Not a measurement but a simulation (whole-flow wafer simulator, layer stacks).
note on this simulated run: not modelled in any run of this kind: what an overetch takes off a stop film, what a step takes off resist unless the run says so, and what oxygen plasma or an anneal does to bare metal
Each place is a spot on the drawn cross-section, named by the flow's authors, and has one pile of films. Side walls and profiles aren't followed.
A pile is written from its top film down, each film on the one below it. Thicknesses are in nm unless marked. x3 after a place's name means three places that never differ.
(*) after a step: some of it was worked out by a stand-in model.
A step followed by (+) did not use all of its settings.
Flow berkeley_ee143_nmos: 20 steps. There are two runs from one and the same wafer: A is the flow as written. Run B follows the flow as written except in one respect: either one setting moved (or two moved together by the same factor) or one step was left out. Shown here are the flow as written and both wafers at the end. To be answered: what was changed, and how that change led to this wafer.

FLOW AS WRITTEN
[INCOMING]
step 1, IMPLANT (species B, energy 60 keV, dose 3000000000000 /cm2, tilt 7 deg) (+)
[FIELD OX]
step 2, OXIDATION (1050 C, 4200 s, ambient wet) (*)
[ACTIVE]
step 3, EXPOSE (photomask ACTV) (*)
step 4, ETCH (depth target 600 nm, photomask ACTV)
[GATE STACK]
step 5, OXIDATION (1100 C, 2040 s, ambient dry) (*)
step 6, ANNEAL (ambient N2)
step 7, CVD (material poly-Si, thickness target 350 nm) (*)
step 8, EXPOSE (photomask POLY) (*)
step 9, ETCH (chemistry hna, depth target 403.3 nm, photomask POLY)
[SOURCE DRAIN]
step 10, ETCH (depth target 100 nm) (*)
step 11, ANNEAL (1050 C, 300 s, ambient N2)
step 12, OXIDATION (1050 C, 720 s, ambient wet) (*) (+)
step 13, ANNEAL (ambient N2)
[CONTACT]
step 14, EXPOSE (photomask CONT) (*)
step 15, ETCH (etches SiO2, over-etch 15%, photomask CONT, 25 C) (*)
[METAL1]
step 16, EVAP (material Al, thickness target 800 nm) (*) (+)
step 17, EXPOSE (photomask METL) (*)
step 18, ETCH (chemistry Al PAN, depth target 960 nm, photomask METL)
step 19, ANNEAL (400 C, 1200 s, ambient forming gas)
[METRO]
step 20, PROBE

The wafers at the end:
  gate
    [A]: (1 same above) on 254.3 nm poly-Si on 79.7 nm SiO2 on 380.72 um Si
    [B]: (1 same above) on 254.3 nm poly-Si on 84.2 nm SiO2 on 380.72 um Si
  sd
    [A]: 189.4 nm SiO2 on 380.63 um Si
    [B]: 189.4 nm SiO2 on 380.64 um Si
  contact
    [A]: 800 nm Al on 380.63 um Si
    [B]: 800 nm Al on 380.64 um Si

What caused this: step 4, ETCH: depth target 547 nm was run, though the flow has depth target 600 nm.

How this came from the change, step by step:
  step 4, ETCH (depth target 600 nm, photomask ACTV)
      gate, sd, contact: A SiO2 loses 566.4 (all of it) | B SiO2 loses 547
  step 5, OXIDATION (1100 C, 2040 s, ambient dry) (*)
      gate, sd, contact: A SiO2 gains 79.7 (new film), Si loses 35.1 | B SiO2 gains 64.9, Si loses 28.5
  step 10, ETCH (depth target 100 nm) (*)
      sd, contact: A SiO2 loses 79.7 (all of it) | B SiO2 loses 84.2 (all of it)
